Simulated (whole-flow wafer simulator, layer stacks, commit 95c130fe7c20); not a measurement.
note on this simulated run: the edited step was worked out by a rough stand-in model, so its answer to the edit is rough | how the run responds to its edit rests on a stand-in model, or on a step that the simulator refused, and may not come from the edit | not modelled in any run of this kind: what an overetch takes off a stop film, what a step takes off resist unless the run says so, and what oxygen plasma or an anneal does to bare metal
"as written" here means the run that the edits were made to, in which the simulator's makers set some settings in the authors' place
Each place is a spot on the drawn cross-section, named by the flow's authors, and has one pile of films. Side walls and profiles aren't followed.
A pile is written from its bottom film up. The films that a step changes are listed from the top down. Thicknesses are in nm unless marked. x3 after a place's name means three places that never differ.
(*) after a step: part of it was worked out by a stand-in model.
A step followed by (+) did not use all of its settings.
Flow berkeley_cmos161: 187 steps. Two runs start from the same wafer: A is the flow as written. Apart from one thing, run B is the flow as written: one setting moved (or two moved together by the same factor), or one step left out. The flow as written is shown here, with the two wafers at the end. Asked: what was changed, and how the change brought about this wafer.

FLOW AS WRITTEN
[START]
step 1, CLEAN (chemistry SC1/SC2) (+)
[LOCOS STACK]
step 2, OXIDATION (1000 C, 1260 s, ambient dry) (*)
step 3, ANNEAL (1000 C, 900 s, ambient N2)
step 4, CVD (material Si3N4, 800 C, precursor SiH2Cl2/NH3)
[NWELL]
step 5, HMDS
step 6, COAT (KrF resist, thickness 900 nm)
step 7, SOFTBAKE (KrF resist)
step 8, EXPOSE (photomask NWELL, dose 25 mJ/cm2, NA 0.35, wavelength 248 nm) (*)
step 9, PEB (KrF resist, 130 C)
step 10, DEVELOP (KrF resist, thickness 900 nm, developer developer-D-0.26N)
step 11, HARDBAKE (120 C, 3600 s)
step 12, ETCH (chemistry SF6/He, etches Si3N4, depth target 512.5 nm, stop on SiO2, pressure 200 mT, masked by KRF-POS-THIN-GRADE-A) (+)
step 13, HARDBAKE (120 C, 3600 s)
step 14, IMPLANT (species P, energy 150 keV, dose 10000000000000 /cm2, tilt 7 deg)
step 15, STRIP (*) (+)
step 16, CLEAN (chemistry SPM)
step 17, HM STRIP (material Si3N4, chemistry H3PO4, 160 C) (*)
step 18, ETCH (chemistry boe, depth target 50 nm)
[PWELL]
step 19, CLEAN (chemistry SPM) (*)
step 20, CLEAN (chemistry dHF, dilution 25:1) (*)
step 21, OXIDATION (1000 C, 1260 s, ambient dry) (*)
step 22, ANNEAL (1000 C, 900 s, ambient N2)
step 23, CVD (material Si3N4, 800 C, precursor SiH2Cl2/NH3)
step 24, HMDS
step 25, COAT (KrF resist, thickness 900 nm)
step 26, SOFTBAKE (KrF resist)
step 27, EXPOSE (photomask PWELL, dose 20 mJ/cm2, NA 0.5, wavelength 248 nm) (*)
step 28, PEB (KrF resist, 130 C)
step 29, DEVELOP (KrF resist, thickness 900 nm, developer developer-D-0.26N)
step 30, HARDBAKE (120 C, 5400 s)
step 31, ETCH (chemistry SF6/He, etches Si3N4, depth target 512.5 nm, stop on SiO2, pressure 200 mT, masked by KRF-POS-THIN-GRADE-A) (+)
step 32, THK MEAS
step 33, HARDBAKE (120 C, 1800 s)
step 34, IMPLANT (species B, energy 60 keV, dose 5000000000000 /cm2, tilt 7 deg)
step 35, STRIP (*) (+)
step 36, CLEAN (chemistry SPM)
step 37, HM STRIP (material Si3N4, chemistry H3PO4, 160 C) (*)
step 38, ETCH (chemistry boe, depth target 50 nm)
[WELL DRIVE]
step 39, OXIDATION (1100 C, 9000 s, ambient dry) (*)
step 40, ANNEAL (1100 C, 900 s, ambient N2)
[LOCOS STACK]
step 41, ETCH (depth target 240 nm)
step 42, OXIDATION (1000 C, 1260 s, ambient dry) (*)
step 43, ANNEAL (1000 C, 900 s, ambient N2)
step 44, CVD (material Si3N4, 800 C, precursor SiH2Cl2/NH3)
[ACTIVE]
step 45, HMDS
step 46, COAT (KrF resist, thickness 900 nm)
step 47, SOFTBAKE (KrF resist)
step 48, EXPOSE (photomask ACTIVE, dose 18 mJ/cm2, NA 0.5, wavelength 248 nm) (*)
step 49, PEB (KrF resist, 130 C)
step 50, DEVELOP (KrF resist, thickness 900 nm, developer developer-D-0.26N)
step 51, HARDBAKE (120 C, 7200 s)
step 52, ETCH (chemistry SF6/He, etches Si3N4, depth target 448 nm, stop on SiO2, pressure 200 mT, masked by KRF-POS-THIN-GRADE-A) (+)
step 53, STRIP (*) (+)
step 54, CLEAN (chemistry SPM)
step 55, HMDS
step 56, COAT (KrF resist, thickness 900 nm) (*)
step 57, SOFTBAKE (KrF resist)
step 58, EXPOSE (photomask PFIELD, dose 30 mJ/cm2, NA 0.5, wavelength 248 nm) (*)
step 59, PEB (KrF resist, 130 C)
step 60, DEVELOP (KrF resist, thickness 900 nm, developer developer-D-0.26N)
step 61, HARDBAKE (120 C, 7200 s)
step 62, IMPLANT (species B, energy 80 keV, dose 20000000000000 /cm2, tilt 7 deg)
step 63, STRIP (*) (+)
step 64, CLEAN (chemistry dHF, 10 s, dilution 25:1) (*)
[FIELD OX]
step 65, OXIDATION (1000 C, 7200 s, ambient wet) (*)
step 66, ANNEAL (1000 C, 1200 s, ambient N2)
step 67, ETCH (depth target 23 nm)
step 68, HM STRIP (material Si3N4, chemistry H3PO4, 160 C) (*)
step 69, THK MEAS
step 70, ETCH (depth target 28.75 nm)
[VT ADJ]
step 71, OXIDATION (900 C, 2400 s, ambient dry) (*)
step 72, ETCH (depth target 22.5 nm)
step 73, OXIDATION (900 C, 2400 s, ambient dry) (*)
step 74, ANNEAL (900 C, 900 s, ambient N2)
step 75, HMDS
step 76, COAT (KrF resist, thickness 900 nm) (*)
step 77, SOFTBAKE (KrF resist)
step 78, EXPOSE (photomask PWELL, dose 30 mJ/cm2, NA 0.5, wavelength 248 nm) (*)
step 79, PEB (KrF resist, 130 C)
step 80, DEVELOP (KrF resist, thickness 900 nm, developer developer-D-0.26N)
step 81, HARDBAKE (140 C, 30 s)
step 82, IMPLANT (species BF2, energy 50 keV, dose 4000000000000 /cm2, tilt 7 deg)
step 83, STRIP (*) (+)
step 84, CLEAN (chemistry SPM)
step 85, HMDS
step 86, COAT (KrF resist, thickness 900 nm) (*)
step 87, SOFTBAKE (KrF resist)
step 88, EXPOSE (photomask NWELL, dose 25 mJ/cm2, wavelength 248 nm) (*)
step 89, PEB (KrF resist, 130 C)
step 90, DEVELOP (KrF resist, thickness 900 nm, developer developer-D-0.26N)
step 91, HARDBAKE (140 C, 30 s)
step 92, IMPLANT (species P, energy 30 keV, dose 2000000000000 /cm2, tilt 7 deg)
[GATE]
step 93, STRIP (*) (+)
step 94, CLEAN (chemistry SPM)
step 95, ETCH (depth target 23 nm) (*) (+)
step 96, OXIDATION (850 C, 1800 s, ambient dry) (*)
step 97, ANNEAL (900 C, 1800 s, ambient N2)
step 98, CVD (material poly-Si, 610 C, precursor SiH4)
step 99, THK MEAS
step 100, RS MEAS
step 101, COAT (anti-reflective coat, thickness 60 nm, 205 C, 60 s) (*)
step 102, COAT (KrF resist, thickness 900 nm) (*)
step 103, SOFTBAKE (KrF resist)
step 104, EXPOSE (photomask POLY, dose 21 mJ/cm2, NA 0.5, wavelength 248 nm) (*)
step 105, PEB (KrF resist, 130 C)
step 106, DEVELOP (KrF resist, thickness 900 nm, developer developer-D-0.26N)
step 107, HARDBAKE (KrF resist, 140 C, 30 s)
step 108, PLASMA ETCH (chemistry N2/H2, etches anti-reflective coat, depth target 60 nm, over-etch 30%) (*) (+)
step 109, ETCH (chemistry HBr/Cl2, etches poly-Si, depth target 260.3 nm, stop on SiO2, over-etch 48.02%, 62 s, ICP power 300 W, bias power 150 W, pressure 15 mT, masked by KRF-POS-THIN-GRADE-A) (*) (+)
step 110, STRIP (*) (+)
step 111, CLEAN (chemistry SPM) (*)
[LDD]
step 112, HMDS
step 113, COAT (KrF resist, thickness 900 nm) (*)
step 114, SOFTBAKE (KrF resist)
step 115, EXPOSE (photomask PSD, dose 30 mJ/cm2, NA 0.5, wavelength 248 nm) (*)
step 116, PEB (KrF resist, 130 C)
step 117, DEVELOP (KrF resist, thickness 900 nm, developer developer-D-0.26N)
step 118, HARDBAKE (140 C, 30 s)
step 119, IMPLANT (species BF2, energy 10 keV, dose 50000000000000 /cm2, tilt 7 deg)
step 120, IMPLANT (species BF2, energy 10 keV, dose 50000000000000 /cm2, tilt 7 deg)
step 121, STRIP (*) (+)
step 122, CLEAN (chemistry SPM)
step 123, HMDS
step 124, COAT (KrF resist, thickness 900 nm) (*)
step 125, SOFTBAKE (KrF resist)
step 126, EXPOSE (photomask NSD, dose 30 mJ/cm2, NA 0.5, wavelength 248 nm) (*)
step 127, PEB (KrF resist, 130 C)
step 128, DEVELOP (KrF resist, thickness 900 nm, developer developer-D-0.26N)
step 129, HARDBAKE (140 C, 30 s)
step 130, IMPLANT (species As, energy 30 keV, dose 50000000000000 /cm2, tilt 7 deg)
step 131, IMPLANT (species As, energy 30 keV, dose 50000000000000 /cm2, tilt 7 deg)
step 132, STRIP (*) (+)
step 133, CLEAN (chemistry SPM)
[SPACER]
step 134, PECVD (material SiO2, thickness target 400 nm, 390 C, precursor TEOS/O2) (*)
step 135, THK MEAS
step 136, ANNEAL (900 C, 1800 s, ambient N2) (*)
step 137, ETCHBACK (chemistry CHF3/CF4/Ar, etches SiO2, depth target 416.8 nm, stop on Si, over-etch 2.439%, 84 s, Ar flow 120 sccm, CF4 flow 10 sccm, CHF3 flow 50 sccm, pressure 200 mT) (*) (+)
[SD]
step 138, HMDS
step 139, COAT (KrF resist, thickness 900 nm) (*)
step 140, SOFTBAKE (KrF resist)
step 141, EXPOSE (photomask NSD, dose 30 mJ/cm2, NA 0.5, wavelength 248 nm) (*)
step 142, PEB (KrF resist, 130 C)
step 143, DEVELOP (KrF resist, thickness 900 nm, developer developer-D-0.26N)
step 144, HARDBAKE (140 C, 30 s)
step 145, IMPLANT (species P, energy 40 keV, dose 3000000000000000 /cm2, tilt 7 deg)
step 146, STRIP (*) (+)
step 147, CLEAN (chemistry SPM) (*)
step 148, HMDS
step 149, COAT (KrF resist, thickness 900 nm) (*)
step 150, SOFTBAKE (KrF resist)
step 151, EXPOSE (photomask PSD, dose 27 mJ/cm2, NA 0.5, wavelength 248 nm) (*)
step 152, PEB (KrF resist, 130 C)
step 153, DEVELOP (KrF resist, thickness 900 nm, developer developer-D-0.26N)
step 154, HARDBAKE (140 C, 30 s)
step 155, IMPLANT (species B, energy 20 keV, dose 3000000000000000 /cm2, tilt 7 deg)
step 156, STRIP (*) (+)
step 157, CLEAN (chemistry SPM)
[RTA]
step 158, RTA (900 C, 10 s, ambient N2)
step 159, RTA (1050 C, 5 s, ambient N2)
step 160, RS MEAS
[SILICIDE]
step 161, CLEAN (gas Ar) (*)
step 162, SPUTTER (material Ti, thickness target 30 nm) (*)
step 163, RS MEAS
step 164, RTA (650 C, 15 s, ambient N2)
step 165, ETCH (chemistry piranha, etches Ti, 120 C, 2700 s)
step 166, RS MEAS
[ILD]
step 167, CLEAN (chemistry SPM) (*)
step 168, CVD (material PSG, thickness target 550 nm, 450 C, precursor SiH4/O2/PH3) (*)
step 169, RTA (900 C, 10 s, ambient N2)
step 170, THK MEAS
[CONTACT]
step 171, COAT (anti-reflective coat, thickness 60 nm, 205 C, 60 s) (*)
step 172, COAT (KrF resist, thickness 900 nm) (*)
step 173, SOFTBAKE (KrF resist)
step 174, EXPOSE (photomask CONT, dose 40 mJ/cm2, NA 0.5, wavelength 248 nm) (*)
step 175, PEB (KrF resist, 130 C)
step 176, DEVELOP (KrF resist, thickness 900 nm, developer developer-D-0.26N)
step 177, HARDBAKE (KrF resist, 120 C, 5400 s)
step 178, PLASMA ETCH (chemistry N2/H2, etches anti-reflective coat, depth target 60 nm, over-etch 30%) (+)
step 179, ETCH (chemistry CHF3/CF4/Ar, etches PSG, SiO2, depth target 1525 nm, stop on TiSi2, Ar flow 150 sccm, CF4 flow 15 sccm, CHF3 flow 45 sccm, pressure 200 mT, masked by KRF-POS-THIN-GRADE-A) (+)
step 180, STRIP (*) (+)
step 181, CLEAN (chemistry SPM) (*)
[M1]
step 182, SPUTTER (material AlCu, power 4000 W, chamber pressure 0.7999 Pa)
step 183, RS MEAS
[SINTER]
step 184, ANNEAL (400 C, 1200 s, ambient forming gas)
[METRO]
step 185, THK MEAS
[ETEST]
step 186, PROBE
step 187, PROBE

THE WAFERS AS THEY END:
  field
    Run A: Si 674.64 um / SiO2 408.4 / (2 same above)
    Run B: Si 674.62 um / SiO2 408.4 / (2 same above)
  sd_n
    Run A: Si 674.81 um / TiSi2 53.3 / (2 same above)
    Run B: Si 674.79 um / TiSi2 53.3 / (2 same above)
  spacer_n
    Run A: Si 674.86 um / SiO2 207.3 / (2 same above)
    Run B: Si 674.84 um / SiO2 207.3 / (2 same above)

The reason: step 21, OXIDATION: 1150 C was run, while the flow as written has 1000 C.

How this came from the change, step by step:
  step 21, OXIDATION (1000 C, 1260 s, ambient dry) (*)
      field, sd_n, spacer_n and 6 more: A +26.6 SiO2 (new film), -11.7 Si | B +79.9 SiO2 (new film), -35.1 Si
  step 38, ETCH (chemistry boe, depth target 50 nm)
      field, sd_n, spacer_n, gate_n, contact: A -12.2 SiO2 (all of it) | B -50 SiO2
      sd_p, spacer_p, gate_p, m1: A -24.4 SiO2 (all of it) | B -50 SiO2
  step 39, OXIDATION (1100 C, 9000 s, ambient dry) (*)
      field, sd_n, spacer_n, gate_n, contact: A +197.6 SiO2 (new film), -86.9 Si | B +183.9 SiO2, -80.9 Si
      sd_p, spacer_p, gate_p, m1: A +197.6 SiO2 (new film), -86.9 Si | B +174.5 SiO2, -76.8 Si
  step 41, ETCH (depth target 240 nm)
      sd_p, spacer_p, gate_p, m1: A -197.6 SiO2 (all of it) | B -202.3 SiO2 (all of it)
  step 101, COAT (anti-reflective coat, thickness 60 nm, 205 C, 60 s) (*)
      m1: A +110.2 anti-reflective coat (new film) | B +107.5 anti-reflective coat (new film)
  step 108, PLASMA ETCH (chemistry N2/H2, etches anti-reflective coat, depth target 60 nm, over-etch 30%) (*) (+)
      m1: A -110.2 anti-reflective coat (all of it), -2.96 poly-Si | B -107.5 anti-reflective coat (all of it), -3.01 poly-Si
  step 171, COAT (anti-reflective coat, thickness 60 nm, 205 C, 60 s) (*)
      m1: A +97.8 anti-reflective coat (new film) | B +94.9 anti-reflective coat (new film)
  step 180, STRIP (*) (+)
      m1: A -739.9 KrF resist (all of it), -97.8 anti-reflective coat (all of it) | B -738.3 KrF resist (all of it), -94.9 anti-reflective coat (all of it)
